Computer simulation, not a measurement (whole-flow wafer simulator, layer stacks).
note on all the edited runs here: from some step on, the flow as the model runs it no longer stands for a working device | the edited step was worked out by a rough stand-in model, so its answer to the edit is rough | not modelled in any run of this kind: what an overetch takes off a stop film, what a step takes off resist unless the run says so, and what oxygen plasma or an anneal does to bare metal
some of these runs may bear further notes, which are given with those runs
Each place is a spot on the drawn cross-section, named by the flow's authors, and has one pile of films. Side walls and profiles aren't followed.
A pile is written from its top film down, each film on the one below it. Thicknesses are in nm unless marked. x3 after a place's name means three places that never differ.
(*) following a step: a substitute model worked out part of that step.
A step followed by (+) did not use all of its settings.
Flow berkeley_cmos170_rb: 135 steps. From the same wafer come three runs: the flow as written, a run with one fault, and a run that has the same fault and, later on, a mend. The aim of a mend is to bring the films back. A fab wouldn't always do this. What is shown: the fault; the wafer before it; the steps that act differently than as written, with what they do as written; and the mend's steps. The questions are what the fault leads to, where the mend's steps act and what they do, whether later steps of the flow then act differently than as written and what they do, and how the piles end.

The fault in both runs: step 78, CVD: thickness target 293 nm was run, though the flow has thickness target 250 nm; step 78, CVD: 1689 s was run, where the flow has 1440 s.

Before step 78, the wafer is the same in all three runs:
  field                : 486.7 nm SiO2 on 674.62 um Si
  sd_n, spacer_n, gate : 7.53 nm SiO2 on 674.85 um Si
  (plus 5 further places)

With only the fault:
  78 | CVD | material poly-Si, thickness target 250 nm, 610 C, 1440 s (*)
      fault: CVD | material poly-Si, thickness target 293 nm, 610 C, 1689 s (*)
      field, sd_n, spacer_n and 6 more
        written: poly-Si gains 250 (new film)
        fault: poly-Si gains 293 (new film)
  Steps later in the flow that act otherwise than as written (7 more steps, not shown, differ only slightly: by at most 2% or 0.5 nm, whichever is larger):
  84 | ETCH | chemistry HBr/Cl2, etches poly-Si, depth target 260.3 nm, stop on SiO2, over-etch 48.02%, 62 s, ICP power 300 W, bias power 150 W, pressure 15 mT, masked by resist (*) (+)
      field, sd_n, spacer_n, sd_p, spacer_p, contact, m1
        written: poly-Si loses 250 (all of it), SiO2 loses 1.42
        fault: poly-Si loses 293 (all of it), SiO2 loses 0.46
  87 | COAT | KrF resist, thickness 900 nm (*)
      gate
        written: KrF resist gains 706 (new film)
        fault: KrF resist gains 673.4 (new film)
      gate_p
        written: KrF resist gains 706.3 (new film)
        fault: KrF resist gains 673.9 (new film)
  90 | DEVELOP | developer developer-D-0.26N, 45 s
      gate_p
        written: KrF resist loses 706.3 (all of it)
        fault: KrF resist loses 673.9 (all of it)
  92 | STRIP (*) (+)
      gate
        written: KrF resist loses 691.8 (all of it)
        fault: KrF resist loses 659.2 (all of it)
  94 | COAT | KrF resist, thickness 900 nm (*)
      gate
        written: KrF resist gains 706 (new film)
        fault: KrF resist gains 673.4 (new film)
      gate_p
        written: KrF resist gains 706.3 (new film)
        fault: KrF resist gains 673.9 (new film)
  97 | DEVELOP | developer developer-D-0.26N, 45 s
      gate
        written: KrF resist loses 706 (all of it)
        fault: KrF resist loses 673.4 (all of it)
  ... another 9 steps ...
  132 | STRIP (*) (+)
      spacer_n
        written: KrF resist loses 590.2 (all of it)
        fault: KrF resist loses 570.3 (all of it)
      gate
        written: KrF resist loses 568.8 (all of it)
        fault: KrF resist loses 551.9 (all of it)
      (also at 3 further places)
  By the end, the piles at spacer_n, gate, spacer_p, gate_p depart from the flow's by more than 2% or 0.5 nm, whichever is larger.
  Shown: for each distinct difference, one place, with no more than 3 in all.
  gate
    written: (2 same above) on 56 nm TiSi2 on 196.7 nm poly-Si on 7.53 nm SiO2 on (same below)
    fault: (2 same above) on 56 nm TiSi2 on 239.7 nm poly-Si on 7.53 nm SiO2 on (same below)
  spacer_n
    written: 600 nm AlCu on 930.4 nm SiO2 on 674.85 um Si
    fault: 600 nm AlCu on 973.4 nm SiO2 on 674.85 um Si
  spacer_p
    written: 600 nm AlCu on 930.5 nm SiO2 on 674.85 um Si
    fault: 600 nm AlCu on 973.5 nm SiO2 on 674.85 um Si

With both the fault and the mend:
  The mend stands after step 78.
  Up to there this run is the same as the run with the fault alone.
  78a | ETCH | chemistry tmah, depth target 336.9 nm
      field, sd_n, spacer_n and 6 more
        poly-Si loses 293 (all of it)
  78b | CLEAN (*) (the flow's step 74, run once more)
      alters no film at any place that is followed
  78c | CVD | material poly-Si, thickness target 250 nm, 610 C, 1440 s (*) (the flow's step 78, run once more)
      field, sd_n, spacer_n and 6 more
        poly-Si gains 250 (new film)
  None of the later steps of the flow acts differently than as written at any place that is followed.
  At every place that both follow, the piles at the end match the flow's.
